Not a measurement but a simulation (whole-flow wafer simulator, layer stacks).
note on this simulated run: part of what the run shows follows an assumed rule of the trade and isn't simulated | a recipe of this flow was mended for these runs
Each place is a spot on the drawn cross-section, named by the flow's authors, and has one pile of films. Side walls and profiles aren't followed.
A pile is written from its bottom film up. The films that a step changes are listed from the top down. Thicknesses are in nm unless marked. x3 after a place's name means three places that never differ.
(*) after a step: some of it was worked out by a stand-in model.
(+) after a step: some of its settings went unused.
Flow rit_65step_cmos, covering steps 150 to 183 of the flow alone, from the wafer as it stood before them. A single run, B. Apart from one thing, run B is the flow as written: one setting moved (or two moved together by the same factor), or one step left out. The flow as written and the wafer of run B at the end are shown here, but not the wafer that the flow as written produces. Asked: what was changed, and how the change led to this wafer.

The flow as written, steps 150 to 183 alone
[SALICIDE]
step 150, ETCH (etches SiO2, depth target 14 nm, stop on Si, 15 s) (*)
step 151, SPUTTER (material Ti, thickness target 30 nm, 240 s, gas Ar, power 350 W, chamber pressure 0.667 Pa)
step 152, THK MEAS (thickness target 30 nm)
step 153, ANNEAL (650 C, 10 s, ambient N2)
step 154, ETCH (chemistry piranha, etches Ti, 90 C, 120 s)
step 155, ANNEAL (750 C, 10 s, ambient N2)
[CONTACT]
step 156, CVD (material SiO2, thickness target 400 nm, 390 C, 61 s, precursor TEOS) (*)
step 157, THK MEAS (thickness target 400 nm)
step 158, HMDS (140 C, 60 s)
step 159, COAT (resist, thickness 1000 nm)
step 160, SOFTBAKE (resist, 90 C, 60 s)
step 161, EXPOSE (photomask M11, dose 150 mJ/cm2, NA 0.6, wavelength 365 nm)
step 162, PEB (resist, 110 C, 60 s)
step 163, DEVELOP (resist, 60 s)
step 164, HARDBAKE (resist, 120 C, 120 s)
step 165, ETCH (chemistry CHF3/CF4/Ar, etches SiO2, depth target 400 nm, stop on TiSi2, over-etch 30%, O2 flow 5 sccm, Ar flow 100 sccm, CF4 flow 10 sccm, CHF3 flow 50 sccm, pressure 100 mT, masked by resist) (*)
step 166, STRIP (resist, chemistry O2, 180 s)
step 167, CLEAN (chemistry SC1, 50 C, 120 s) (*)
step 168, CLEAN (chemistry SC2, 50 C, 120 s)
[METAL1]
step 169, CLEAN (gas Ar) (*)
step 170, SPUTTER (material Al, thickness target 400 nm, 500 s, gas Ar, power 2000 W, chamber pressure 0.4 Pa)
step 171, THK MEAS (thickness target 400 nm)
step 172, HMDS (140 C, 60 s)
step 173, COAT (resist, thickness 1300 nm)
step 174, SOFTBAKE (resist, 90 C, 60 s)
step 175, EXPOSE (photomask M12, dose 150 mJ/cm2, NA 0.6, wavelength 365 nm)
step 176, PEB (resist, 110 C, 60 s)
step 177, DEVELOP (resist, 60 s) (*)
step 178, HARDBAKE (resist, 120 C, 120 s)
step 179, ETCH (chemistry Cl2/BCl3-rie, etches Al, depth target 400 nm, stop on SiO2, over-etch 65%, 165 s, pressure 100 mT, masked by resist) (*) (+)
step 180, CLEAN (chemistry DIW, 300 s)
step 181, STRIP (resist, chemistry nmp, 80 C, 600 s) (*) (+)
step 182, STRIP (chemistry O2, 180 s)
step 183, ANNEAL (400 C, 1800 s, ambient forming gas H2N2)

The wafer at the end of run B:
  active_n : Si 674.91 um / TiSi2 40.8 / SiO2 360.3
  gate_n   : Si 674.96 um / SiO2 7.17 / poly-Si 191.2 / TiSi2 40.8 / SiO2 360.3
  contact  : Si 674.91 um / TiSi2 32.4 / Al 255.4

What caused this: step 151, SPUTTER: thickness target 21 nm was run, while the flow as written has thickness target 30 nm; step 151, SPUTTER: 168 s was run, where the flow has 240 s.

How this came from the change, step by step:
  step 151, SPUTTER (material Ti, thickness target 30 nm, 240 s, gas Ar, power 350 W, chamber pressure 0.667 Pa)
      field, field_pw, field_nw and 11 more: Ti gains 21 (new film) (as written it would have been: Ti gains 30 (new film))
  step 153, ANNEAL (650 C, 10 s, ambient N2)
      active_n, active_p, sd_n, sd_p, contact, m1: Ti loses 16.4, TiSi2 C49 gains 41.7 (new film), Si loses 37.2 (as written it would have been: Ti loses 23.4, TiSi first gains 15 (new film), TiSi2 C49 gains 37.2 (new film), Si loses 43.1)
      gate_n, gate_p: Ti loses 16.4, TiSi2 C49 gains 41.7 (new film), poly-Si loses 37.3 (as written it would have been: Ti loses 23.4, TiSi first gains 15 (new film), TiSi2 C49 gains 37.2 (new film), poly-Si loses 43.3)
  step 154, ETCH (chemistry piranha, etches Ti, 90 C, 120 s)
      active_n, active_p, gate_n, gate_p, sd_n, sd_p, contact, m1: Ti loses 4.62 (all of it), TiSi2 C49 loses 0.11 (as written it would have been: Ti loses 6.6 (all of it), TiSi first loses 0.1)
      field, field_pw, field_nw, field_p, spacer, spacer_p: Ti loses 21 (all of it) (as written it would have been: Ti loses 30 (all of it))
  step 155, ANNEAL (750 C, 10 s, ambient N2)
      active_n, active_p, sd_n, sd_p, contact, m1: TiSi2 gains 40.8 (new film), TiSi2 C49 loses 41.6 (all of it) (as written it would have been: TiSi2 gains 55.9 (new film), TiSi first loses 14.9 (all of it), TiSi2 C49 loses 37.2 (all of it), Si loses 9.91)
      gate_n, gate_p: TiSi2 gains 40.8 (new film), TiSi2 C49 loses 41.6 (all of it) (as written it would have been: TiSi2 gains 55.9 (new film), TiSi first loses 14.9 (all of it), TiSi2 C49 loses 37.2 (all of it), poly-Si loses 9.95)
